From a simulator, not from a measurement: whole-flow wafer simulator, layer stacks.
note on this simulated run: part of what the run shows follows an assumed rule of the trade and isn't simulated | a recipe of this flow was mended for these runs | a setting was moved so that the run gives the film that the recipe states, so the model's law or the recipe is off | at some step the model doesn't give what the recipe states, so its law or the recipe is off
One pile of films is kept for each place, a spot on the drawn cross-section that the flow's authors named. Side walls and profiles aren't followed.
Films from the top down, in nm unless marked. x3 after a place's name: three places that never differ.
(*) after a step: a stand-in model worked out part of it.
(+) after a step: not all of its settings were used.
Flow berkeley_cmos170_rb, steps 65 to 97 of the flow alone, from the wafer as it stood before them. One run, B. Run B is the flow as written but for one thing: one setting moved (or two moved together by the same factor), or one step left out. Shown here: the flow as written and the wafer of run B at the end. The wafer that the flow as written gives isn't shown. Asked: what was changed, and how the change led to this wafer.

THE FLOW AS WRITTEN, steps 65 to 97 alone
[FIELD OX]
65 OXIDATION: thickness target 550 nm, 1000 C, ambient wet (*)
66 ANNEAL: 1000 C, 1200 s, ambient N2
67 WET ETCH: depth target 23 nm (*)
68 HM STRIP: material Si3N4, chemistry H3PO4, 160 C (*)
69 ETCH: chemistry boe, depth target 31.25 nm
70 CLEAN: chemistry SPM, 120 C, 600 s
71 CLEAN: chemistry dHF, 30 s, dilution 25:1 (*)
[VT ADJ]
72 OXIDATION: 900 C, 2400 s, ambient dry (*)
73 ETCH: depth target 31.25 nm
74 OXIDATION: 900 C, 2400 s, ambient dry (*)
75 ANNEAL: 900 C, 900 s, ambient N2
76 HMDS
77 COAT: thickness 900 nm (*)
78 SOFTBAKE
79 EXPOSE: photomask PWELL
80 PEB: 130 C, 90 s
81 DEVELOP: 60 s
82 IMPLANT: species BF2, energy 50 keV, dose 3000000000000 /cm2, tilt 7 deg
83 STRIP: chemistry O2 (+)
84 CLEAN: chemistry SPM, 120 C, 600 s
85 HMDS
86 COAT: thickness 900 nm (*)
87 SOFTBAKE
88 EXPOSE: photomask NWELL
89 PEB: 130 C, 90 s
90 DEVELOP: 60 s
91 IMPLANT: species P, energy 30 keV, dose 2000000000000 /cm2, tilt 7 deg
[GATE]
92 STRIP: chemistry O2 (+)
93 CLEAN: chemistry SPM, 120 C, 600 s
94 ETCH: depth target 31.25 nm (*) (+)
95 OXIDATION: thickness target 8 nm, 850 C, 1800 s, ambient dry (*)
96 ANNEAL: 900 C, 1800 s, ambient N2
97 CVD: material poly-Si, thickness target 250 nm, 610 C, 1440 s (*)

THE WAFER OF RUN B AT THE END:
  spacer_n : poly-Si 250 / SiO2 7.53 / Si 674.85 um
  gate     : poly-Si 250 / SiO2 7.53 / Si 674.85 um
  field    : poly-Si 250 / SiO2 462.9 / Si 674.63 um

The cause: step 69, ETCH: chemistry boe, depth target 31.25 nm, was left out.

How the change led to this, step by step:
  70 CLEAN: chemistry SPM, 120 C, 600 s
      sd_n, spacer_n, gate, sd_p, spacer_p, gate_p, contact, m1: nothing (as written it would be: chemical SiO2 +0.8 (new film), Si -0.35)
  71 CLEAN: chemistry dHF, 30 s, dilution 25:1 (*)
      sd_n, spacer_n, gate, sd_p, spacer_p, gate_p, contact, m1: SiO2 -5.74 (as written it would be: chemical SiO2 -0.8 (all of it))
  72 OXIDATION: 900 C, 2400 s, ambient dry (*)
      spacer_n, gate, sd_p, spacer_p, gate_p, contact, m1: SiO2 +10.7, Si -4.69 (as written it would be: SiO2 +15 (new film), Si -6.62)
      sd_n: SiO2 +10.4, Si -4.58 (as written it would be: SiO2 +15 (new film), Si -6.62)
  73 ETCH: depth target 31.25 nm
      spacer_n, gate, sd_p, spacer_p, gate_p, contact, m1: SiO2 -28.2 (all of it) (as written it would be: SiO2 -15 (all of it))
      sd_n: SiO2 -29.5 (all of it) (as written it would be: SiO2 -15 (all of it))
